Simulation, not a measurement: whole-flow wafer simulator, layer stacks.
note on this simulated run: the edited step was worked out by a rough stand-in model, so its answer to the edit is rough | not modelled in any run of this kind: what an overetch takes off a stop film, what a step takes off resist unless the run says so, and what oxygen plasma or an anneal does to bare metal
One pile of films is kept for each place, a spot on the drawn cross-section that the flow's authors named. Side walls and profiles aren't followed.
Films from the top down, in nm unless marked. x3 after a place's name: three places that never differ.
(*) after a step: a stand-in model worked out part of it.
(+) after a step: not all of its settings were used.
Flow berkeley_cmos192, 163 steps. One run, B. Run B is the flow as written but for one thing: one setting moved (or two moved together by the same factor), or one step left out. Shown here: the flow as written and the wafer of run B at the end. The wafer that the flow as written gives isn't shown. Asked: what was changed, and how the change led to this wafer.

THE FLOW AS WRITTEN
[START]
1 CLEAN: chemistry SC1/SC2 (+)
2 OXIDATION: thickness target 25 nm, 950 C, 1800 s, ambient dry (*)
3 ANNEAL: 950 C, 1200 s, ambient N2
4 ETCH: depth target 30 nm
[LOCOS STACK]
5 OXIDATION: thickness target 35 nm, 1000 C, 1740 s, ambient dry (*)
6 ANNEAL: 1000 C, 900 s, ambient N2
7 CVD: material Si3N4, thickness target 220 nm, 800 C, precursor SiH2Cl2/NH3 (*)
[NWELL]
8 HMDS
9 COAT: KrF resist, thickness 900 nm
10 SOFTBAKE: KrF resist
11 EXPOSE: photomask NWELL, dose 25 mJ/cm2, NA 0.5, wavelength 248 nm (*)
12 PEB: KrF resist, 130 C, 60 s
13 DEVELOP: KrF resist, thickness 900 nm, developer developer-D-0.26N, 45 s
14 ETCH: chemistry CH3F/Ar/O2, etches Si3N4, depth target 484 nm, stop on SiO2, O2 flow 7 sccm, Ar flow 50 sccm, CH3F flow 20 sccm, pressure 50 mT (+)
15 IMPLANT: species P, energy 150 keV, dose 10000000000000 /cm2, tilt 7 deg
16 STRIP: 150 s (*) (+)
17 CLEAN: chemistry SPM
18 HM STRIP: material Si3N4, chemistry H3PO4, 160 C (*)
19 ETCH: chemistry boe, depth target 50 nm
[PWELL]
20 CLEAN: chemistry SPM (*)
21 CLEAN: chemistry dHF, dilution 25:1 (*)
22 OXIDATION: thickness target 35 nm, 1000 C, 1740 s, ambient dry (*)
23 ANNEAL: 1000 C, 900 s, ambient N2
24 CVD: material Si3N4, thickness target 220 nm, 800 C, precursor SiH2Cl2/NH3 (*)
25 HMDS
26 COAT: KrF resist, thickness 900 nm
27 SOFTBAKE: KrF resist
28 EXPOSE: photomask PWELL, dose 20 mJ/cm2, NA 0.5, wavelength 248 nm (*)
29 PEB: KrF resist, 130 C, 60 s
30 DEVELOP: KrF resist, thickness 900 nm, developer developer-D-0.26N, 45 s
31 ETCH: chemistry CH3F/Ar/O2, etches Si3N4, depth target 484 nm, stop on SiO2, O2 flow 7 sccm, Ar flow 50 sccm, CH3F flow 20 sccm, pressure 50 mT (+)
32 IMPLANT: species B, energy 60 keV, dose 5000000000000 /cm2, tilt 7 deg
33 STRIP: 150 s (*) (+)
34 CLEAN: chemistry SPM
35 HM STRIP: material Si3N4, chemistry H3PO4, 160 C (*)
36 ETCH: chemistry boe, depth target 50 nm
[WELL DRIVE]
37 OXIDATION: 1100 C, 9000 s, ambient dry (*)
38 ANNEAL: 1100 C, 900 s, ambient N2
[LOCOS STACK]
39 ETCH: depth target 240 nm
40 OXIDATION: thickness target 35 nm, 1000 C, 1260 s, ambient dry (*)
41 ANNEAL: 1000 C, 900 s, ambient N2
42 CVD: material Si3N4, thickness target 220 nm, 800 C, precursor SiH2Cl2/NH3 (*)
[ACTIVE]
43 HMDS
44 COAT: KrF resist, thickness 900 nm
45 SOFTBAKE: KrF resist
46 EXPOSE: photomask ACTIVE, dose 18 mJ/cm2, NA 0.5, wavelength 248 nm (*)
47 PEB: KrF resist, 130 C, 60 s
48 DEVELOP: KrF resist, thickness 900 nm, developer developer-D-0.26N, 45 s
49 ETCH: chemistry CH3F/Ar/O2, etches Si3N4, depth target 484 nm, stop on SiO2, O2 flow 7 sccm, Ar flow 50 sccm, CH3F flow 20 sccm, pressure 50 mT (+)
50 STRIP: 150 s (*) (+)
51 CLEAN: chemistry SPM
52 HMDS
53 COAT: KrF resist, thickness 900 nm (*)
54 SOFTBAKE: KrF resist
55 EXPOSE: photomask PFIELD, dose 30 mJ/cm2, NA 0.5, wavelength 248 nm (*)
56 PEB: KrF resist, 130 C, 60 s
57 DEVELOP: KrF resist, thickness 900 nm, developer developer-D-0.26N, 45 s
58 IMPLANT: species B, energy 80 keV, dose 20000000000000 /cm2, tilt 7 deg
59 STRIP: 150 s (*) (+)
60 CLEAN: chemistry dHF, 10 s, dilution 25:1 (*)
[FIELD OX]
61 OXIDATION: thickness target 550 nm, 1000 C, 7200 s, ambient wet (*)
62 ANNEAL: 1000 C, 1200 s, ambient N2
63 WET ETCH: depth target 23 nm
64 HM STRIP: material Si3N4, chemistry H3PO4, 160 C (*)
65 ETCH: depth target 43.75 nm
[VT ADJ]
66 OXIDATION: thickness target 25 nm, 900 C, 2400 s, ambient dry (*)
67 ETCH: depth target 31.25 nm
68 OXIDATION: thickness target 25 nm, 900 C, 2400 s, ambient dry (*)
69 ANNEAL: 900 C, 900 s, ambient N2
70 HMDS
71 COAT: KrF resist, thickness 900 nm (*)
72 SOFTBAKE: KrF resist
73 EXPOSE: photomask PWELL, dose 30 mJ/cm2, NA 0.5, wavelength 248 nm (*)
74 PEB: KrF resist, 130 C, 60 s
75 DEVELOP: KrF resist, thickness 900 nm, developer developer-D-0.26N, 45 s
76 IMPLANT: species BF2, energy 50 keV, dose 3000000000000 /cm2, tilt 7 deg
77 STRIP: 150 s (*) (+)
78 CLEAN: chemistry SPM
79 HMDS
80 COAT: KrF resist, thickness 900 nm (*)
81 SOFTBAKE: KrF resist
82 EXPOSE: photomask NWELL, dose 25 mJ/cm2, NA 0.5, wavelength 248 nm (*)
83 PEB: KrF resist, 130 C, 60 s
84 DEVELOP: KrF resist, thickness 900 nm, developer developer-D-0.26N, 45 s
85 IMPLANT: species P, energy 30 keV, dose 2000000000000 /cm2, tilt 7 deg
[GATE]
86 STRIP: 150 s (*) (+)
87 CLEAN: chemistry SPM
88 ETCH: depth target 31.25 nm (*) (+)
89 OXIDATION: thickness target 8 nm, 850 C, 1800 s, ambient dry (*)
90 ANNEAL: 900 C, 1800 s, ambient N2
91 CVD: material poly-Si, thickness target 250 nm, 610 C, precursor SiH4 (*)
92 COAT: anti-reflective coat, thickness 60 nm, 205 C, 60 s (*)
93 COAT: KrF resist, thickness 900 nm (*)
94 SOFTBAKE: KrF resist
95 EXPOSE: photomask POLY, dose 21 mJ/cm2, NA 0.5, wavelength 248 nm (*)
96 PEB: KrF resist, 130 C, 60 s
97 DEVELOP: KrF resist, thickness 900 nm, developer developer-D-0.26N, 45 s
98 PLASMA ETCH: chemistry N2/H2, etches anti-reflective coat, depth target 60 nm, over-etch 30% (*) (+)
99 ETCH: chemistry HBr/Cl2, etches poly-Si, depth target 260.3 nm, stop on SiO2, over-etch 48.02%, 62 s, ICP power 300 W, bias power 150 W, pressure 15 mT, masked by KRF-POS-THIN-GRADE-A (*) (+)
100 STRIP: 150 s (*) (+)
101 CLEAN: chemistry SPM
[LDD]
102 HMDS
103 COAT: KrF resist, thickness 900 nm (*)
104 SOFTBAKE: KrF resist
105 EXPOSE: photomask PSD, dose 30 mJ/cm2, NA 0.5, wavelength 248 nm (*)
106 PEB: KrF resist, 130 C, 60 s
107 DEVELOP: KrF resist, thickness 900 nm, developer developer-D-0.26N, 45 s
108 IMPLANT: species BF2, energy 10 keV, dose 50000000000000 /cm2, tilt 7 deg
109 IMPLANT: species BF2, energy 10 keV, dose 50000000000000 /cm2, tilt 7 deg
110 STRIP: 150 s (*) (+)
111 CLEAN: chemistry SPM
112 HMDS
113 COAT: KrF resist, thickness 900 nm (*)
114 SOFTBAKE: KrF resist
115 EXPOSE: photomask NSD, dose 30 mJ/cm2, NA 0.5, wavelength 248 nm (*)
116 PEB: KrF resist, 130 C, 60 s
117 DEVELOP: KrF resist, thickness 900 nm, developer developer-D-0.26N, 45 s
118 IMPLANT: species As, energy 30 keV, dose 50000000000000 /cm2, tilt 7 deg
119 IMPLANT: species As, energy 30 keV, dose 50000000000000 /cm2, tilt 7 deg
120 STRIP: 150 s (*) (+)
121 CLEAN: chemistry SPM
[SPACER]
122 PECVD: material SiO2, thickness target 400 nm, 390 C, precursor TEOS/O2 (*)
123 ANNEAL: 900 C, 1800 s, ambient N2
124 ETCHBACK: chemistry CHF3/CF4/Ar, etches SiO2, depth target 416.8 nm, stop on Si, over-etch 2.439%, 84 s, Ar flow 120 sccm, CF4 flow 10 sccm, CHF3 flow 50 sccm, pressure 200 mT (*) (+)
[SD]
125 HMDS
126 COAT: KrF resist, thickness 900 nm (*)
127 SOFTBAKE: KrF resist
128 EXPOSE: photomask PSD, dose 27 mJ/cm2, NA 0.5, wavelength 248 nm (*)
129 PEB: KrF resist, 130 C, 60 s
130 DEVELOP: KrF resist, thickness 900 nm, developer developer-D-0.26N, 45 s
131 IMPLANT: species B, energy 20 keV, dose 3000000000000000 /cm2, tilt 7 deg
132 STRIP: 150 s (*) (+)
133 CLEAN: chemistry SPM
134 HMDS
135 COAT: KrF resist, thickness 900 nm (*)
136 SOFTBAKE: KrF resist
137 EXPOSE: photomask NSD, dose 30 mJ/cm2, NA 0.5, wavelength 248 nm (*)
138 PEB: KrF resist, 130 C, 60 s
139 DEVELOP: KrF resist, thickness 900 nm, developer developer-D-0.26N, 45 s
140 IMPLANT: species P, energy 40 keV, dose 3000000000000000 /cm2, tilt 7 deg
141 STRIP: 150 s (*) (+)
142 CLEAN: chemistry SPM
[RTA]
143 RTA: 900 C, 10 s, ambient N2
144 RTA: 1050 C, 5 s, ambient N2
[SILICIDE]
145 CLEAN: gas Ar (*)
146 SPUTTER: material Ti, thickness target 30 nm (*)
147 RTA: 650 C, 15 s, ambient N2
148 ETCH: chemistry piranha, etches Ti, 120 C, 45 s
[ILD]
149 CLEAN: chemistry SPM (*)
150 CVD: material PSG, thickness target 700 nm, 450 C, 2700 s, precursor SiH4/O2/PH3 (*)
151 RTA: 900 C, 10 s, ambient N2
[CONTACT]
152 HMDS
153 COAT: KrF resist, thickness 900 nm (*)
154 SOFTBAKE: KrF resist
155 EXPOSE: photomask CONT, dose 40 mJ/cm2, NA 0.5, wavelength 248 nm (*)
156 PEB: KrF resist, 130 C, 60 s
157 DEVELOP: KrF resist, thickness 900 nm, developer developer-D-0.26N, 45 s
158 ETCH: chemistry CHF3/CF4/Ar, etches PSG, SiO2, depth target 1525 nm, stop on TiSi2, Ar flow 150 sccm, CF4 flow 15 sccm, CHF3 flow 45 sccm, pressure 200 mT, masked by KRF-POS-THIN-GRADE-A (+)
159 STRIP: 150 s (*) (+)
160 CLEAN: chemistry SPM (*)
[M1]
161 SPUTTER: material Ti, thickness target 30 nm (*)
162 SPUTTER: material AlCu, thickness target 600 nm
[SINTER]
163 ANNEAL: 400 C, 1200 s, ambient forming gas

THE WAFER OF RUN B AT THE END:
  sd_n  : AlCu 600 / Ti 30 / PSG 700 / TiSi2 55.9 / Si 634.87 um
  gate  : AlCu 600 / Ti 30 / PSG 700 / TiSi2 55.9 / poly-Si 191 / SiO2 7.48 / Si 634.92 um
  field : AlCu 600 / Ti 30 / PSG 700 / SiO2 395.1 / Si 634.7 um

The cause: step 37, OXIDATION: 880 C was run, where the flow has 1100 C.

How the change led to this, step by step:
  37 OXIDATION: 1100 C, 9000 s, ambient dry (*)
      field, sd_n, spacer_n and 6 more: SiO2 +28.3 (new film), Si -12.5 (as written it would be: SiO2 +197.6 (new film), Si -86.9)
  39 ETCH: depth target 240 nm
      field, sd_n, spacer_n and 6 more: SiO2 -28.3 (all of it) (as written it would be: SiO2 -197.6 (all of it))
